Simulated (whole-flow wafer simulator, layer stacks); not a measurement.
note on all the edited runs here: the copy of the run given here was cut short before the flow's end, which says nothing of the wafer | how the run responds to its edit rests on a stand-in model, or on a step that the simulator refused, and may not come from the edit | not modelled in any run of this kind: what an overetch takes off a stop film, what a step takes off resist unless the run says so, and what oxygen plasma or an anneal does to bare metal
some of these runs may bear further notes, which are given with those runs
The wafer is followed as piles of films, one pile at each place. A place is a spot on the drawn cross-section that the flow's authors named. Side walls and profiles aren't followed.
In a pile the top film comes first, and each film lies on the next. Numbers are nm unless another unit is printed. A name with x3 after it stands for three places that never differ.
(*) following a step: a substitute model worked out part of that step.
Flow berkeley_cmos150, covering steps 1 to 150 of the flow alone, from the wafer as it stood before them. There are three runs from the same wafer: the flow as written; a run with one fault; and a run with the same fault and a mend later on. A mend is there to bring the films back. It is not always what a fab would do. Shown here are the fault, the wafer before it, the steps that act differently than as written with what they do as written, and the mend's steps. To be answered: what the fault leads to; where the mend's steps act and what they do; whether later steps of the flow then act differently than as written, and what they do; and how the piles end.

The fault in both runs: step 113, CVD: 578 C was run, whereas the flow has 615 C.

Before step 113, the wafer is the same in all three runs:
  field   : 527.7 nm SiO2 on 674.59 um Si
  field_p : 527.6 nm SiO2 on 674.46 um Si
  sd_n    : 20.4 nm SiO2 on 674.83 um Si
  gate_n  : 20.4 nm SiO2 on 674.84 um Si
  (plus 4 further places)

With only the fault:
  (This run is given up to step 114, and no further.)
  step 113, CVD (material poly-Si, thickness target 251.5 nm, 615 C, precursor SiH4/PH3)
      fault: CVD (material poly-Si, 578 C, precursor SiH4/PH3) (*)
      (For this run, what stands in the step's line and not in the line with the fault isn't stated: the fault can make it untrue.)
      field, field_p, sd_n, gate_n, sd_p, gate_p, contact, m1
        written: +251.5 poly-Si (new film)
        fault: +102.4 poly-Si (new film)
  Every later step of the flow up to step 114 that is run acts as written at every place that is followed.
  The piles after step 114 differ from the flow's at field, field_p, sd_n, gate_n, sd_p, gate_p, contact, m1 by more than 2% or 0.5 nm, whichever is larger.
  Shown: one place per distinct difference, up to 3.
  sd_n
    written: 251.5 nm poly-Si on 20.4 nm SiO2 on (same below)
    fault: 102.4 nm poly-Si on 20.4 nm SiO2 on (same below)
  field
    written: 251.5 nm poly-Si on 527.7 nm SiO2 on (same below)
    fault: 102.4 nm poly-Si on 527.7 nm SiO2 on (same below)
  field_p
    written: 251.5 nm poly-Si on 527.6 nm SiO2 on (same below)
    fault: 102.4 nm poly-Si on 527.6 nm SiO2 on (same below)

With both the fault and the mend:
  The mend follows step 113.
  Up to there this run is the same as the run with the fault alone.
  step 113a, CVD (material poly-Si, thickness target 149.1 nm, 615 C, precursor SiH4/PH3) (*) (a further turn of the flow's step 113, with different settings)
      field, field_p, sd_n, gate_n, sd_p, gate_p, contact, m1
        +149.1 poly-Si
  Every later step of the flow that is run acts as written, at every place that is followed, to within 2% or 0.5 nm, whichever is larger.
  The piles end only slightly different from the flow's at the places that both follow, by no more than 2% or 0.5 nm, whichever is larger.
